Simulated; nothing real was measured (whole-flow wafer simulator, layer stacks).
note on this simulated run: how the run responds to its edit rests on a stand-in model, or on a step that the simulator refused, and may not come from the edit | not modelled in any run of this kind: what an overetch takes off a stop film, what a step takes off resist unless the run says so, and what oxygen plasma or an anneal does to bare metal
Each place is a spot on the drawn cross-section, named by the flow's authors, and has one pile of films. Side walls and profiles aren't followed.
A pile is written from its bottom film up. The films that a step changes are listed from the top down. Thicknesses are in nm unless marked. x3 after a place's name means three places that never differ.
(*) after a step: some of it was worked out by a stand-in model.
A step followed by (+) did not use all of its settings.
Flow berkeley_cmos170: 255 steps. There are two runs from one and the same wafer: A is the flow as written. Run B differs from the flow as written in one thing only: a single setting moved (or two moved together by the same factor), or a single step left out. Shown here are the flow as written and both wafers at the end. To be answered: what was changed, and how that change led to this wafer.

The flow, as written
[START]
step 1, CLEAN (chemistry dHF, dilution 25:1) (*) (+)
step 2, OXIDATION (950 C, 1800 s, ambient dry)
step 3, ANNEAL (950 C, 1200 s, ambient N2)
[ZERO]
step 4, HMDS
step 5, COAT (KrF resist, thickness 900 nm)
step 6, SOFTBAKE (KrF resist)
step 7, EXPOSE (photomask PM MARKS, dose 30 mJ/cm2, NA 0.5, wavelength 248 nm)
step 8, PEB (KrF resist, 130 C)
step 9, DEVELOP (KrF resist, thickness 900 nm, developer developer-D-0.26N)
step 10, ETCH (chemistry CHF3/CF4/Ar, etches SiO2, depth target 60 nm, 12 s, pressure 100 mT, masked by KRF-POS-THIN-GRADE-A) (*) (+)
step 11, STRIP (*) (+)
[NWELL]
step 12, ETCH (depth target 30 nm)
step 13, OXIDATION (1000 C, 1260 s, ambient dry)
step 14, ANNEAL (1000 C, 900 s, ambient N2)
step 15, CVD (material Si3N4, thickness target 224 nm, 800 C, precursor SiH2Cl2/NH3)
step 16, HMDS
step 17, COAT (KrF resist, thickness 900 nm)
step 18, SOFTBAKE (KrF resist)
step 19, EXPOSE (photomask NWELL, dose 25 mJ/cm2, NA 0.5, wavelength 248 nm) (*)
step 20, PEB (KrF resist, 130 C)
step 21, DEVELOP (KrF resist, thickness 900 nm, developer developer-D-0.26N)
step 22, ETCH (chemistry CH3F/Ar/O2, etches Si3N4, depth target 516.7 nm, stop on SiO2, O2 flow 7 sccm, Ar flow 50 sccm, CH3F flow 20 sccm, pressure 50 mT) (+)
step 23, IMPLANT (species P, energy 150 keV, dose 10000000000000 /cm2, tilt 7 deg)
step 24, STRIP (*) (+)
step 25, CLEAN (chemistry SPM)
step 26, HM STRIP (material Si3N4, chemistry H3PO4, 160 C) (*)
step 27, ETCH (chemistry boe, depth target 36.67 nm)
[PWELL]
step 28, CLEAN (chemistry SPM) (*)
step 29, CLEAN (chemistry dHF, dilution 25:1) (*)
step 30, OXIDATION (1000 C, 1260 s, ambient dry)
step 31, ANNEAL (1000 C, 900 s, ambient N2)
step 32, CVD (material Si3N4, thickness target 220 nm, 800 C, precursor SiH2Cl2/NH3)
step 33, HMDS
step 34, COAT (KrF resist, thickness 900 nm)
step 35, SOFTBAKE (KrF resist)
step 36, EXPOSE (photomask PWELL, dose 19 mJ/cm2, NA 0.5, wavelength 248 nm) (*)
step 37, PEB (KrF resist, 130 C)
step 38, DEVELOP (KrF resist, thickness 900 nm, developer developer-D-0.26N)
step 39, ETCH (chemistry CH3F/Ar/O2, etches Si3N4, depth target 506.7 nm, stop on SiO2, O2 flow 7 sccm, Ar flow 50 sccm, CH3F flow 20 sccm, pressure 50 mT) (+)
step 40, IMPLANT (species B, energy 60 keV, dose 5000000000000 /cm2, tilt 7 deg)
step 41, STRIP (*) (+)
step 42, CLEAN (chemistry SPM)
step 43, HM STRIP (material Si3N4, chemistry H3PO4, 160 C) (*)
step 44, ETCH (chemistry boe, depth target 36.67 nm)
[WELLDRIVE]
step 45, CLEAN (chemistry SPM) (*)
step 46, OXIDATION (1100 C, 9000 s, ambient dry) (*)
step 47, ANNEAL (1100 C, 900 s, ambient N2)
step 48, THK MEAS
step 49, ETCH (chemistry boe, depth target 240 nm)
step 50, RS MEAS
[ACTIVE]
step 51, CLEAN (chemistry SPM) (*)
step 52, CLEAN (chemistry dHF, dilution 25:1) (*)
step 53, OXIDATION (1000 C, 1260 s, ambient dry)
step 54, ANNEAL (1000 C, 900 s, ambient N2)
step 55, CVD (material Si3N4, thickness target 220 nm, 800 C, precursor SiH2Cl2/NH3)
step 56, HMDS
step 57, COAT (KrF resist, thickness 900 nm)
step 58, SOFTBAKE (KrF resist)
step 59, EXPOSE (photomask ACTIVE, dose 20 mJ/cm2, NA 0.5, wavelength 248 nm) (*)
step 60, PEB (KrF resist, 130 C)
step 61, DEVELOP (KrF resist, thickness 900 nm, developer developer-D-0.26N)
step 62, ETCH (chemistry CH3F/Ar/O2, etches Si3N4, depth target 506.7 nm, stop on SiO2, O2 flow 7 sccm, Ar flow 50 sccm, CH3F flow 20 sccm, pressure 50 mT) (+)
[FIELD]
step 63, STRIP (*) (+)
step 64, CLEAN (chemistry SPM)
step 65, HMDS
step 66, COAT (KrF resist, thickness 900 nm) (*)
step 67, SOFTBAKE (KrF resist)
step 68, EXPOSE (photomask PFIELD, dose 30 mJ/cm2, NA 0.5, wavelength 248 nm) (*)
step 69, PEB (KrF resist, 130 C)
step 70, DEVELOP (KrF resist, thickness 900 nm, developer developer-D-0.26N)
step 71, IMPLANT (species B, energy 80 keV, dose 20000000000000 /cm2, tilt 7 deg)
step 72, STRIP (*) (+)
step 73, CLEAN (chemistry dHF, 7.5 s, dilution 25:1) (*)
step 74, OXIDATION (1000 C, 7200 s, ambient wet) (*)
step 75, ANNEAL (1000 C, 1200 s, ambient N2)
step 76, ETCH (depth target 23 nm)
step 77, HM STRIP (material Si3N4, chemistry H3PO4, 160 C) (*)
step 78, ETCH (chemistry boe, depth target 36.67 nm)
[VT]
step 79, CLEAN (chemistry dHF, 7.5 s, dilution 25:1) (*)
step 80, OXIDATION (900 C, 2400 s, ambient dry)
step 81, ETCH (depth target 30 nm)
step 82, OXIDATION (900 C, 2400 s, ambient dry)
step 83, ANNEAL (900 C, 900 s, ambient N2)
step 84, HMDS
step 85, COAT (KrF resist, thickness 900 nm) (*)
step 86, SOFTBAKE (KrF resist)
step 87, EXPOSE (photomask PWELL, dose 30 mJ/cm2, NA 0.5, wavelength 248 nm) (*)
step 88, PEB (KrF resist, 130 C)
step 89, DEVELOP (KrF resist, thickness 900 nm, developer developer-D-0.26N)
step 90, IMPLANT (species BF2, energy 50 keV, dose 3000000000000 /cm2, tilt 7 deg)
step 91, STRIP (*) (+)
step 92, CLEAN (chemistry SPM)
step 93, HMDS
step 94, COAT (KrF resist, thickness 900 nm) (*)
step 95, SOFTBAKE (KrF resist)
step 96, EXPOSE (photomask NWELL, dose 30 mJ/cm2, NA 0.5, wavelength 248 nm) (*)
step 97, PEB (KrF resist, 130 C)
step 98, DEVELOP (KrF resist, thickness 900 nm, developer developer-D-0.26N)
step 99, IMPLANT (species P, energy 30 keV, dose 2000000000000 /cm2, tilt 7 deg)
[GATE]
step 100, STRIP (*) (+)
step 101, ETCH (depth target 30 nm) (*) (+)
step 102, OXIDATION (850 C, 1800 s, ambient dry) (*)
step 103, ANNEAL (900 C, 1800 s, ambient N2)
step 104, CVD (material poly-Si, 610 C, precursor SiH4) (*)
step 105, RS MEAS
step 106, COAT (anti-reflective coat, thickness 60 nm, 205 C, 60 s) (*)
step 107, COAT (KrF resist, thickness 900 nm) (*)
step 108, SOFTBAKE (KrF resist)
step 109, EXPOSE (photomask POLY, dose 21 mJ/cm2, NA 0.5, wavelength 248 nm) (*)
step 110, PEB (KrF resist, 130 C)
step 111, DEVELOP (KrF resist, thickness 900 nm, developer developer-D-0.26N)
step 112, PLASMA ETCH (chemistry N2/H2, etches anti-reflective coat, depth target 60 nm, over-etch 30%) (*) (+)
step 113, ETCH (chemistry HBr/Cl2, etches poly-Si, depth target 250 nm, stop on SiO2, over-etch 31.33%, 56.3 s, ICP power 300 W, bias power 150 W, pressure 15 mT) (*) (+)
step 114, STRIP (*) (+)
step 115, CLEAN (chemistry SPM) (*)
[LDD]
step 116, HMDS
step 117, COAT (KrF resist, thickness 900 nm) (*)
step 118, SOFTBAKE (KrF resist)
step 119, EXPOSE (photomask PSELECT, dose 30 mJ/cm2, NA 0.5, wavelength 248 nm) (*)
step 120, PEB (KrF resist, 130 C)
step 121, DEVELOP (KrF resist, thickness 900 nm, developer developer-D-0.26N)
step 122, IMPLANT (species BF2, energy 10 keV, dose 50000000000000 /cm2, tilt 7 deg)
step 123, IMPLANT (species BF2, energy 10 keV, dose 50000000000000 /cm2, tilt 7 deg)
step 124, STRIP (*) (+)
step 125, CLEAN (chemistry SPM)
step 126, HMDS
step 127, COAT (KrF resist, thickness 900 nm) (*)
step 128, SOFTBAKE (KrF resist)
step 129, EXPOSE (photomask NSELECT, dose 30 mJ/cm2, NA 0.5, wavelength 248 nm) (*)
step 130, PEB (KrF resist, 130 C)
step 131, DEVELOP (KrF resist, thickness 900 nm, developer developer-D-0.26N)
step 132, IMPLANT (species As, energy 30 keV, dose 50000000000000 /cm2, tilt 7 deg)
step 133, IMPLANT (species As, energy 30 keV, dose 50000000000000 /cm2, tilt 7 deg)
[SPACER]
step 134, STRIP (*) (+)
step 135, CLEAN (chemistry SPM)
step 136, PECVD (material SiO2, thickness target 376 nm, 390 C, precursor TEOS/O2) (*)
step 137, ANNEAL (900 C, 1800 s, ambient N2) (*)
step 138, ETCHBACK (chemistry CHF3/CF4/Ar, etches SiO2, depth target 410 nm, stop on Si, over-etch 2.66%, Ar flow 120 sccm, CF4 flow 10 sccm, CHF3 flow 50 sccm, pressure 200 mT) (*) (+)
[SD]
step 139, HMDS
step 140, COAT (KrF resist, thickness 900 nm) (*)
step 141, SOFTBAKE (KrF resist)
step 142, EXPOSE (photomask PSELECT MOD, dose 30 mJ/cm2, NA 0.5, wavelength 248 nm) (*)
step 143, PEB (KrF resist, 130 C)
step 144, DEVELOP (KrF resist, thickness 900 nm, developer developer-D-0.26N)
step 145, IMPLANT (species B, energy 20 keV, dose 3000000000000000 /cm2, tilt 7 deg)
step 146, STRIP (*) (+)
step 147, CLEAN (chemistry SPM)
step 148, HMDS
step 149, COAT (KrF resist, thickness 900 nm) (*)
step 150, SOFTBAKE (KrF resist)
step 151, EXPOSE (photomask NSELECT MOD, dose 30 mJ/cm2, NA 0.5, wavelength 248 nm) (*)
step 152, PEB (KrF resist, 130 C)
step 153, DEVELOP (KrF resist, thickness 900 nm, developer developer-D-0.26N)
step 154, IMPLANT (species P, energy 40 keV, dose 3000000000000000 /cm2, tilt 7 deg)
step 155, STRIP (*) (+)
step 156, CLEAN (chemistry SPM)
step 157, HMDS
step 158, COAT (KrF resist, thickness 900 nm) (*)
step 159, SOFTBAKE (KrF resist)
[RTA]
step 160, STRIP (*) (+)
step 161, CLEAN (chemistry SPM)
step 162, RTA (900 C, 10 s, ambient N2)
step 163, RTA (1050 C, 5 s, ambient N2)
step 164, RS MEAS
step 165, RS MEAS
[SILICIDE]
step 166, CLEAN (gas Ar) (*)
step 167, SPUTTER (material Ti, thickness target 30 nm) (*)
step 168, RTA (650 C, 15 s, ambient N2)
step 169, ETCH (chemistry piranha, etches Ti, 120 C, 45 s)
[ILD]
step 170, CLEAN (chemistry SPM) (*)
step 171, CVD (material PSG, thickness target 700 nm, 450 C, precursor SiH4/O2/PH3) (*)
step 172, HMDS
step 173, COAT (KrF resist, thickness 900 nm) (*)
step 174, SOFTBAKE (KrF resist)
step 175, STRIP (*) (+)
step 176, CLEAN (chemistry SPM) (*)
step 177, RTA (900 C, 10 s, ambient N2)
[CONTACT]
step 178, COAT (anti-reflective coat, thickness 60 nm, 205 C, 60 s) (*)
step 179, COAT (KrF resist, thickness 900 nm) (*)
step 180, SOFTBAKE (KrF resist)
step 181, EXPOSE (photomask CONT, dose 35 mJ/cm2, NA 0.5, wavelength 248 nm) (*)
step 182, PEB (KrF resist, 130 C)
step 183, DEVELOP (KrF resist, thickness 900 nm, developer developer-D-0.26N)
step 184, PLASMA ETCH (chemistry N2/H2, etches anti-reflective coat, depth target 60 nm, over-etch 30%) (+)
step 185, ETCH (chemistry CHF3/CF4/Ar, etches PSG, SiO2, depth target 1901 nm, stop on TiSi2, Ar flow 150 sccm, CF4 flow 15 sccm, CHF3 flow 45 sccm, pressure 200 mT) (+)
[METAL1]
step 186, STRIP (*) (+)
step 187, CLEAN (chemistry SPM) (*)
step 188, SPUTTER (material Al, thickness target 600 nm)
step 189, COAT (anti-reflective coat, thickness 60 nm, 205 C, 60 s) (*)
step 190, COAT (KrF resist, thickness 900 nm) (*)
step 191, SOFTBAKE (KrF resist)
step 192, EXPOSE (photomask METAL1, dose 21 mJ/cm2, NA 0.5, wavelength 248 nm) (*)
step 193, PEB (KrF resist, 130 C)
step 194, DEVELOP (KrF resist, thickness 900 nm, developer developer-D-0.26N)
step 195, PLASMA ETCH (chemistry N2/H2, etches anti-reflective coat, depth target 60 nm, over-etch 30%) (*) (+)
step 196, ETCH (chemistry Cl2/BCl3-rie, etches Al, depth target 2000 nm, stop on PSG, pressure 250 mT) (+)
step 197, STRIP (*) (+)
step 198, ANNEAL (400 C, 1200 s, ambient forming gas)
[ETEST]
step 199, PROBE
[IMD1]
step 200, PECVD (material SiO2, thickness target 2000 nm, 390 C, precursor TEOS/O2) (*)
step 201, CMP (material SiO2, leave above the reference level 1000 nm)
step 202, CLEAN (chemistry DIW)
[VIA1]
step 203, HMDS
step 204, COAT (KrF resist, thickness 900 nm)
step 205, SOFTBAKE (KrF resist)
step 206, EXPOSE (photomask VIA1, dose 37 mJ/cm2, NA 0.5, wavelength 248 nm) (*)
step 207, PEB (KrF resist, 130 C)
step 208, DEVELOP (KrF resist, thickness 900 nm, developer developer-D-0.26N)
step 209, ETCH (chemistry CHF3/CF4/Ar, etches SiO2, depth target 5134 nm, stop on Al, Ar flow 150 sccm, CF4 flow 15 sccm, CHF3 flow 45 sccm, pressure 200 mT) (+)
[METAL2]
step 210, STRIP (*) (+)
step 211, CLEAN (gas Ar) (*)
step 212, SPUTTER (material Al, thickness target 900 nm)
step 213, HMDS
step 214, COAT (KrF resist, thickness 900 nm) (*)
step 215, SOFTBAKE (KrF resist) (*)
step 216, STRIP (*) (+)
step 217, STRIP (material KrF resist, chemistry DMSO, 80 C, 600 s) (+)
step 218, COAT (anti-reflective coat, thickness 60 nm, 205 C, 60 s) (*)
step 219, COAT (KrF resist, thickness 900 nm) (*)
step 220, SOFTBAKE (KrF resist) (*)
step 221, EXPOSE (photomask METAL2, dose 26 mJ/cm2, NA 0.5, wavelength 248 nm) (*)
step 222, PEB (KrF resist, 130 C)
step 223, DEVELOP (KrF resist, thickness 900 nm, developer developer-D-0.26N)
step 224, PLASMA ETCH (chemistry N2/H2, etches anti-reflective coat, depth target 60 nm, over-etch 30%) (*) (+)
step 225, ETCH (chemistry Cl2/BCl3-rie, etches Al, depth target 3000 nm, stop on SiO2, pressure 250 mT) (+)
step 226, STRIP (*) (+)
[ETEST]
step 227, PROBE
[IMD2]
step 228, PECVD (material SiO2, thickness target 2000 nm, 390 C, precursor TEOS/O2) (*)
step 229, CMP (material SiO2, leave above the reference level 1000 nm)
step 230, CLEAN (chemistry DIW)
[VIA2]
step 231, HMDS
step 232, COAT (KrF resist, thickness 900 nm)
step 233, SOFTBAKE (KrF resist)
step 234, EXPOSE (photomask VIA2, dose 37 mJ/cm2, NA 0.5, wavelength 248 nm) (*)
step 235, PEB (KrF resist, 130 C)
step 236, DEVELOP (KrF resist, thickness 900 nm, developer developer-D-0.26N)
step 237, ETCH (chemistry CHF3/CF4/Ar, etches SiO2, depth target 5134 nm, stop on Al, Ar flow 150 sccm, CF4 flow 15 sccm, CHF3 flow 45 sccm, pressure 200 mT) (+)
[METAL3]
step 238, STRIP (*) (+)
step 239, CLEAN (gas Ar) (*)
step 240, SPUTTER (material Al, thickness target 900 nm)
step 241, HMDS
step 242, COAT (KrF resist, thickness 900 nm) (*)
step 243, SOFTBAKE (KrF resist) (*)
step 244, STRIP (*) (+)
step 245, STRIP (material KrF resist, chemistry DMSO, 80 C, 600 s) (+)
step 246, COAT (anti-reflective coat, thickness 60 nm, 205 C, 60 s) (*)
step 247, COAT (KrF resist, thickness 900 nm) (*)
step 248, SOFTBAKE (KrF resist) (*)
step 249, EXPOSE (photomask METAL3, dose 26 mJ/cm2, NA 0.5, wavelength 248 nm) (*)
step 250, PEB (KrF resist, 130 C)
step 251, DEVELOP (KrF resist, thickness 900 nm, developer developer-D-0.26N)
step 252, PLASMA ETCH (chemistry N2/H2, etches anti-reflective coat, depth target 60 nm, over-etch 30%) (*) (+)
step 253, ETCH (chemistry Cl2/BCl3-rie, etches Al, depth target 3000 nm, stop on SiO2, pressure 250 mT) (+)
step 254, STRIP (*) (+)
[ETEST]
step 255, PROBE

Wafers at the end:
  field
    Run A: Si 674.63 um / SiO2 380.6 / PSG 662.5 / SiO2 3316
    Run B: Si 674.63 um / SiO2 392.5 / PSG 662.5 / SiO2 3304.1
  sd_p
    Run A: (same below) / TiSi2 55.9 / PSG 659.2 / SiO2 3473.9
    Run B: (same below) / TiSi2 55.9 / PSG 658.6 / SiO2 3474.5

The reason: step 81, ETCH: depth target 18 nm was run, though the flow has depth target 30 nm.

Step by step, how the change led to this:
  step 81, ETCH (depth target 30 nm)
      field: A -30 SiO2 | B -18 SiO2
  step 106, COAT (anti-reflective coat, thickness 60 nm, 205 C, 60 s) (*)
      field: A +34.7 anti-reflective coat (new film) | B +35.7 anti-reflective coat (new film)
      sd_n: A +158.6 anti-reflective coat (new film) | B +171.9 anti-reflective coat (new film)
      (and at 6 other places as well)
  step 112, PLASMA ETCH (chemistry N2/H2, etches anti-reflective coat, depth target 60 nm, over-etch 30%) (*) (+)
      field: A -34.7 anti-reflective coat (all of it), -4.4 poly-Si | B -35.7 anti-reflective coat (all of it), -4.82 poly-Si
      sd_n: A -158.6 anti-reflective coat (all of it), -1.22 poly-Si | B -171.9 anti-reflective coat (all of it), -1.32 poly-Si
      (and at 4 other places as well)
  step 114, STRIP (*) (+)
      gate_n: A +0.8 chemical SiO2 (new film), -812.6 KrF resist (all of it), -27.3 anti-reflective coat (all of it), -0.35 poly-Si | B +0.8 chemical SiO2 (new film), -824.6 KrF resist (all of it), -24.3 anti-reflective coat (all of it), -0.35 poly-Si
      gate_p: A +0.8 chemical SiO2 (new film), -782.1 KrF resist (all of it), -29.6 anti-reflective coat (all of it), -0.35 poly-Si | B +0.8 chemical SiO2 (new film), -788.5 KrF resist (all of it), -28.1 anti-reflective coat (all of it), -0.35 poly-Si
  step 178, COAT (anti-reflective coat, thickness 60 nm, 205 C, 60 s) (*)
      sd_n: A +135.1 anti-reflective coat (new film) | B +142.3 anti-reflective coat (new film)
      m2: A +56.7 anti-reflective coat (new film) | B +55.1 anti-reflective coat (new film)
  step 186, STRIP (*) (+)
      sd_n: A -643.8 KrF resist (all of it), -135.1 anti-reflective coat (all of it) | B -642.8 KrF resist (all of it), -142.3 anti-reflective coat (all of it)
      m2: A -689 KrF resist (all of it), -56.7 anti-reflective coat (all of it) | B -693.4 KrF resist (all of it), -55.1 anti-reflective coat (all of it)
  step 189, COAT (anti-reflective coat, thickness 60 nm, 205 C, 60 s) (*)
      m2: A +61.1 anti-reflective coat (new film) | B +59.4 anti-reflective coat (new film)
  step 197, STRIP (*) (+)
      m2: A -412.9 KrF resist (all of it), -61.1 anti-reflective coat (all of it) | B -416.6 KrF resist (all of it), -59.4 anti-reflective coat (all of it)
  step 201, CMP (material SiO2, leave above the reference level 1000 nm)
      field: A -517 SiO2 | B -529 SiO2
